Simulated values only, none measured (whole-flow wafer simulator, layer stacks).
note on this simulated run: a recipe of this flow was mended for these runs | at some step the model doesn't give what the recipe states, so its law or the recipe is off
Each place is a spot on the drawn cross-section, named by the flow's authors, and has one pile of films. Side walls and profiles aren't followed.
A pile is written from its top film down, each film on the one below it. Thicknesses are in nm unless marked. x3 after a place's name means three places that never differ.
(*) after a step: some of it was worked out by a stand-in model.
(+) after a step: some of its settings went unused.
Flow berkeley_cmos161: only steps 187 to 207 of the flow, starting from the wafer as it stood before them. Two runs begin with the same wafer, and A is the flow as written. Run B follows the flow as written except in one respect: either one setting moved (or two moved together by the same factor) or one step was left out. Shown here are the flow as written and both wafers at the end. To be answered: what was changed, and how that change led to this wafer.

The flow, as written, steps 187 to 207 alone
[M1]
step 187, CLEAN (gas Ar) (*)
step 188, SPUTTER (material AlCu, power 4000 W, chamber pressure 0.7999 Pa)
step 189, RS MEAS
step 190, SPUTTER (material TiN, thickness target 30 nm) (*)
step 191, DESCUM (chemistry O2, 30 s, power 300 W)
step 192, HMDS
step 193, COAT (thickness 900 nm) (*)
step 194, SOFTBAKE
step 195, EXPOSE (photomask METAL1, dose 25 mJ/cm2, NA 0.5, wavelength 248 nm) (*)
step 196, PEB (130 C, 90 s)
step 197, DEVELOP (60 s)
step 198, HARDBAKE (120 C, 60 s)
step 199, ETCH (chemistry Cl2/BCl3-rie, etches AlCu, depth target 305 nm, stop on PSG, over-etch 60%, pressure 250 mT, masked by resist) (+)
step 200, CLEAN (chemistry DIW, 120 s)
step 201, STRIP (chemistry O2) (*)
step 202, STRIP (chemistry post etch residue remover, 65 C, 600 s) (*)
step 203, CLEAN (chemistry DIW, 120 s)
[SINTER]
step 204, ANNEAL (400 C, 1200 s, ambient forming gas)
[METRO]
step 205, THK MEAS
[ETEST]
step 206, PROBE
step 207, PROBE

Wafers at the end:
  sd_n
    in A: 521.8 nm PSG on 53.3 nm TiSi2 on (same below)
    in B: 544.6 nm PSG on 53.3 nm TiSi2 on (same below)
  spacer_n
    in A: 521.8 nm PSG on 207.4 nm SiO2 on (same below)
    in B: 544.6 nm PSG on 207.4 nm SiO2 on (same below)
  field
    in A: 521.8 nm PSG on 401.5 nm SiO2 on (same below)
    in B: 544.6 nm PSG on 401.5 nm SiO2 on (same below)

Cause: step 199, ETCH: depth target 190 nm was run, while the flow as written has depth target 305 nm.

How this came from the change, step by step:
  step 199, ETCH (chemistry Cl2/BCl3-rie, etches AlCu, depth target 305 nm, stop on PSG, over-etch 60%, pressure 250 mT, masked by resist) (+)
      field, sd_n, spacer_n, gate_n, spacer_p, gate_p: A -30 TiN (all of it), -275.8 AlCu (all of it), -22.8 PSG | B -30 TiN (all of it), -274 AlCu
      contact, m1: A -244 KrF-resist | B -152 KrF-resist
      (and at 1 other place as well)
  step 201, STRIP (chemistry O2) (*)
      contact: A -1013 KrF-resist (all of it) | B -1105 KrF-resist (all of it)
      m1: A -537.5 KrF-resist (all of it) | B -629.5 KrF-resist (all of it)
  step 202, STRIP (chemistry post etch residue remover, 65 C, 600 s) (*)
      field, sd_n, spacer_n, gate_n, spacer_p, gate_p: A nothing | B -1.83 AlCu (all of it)
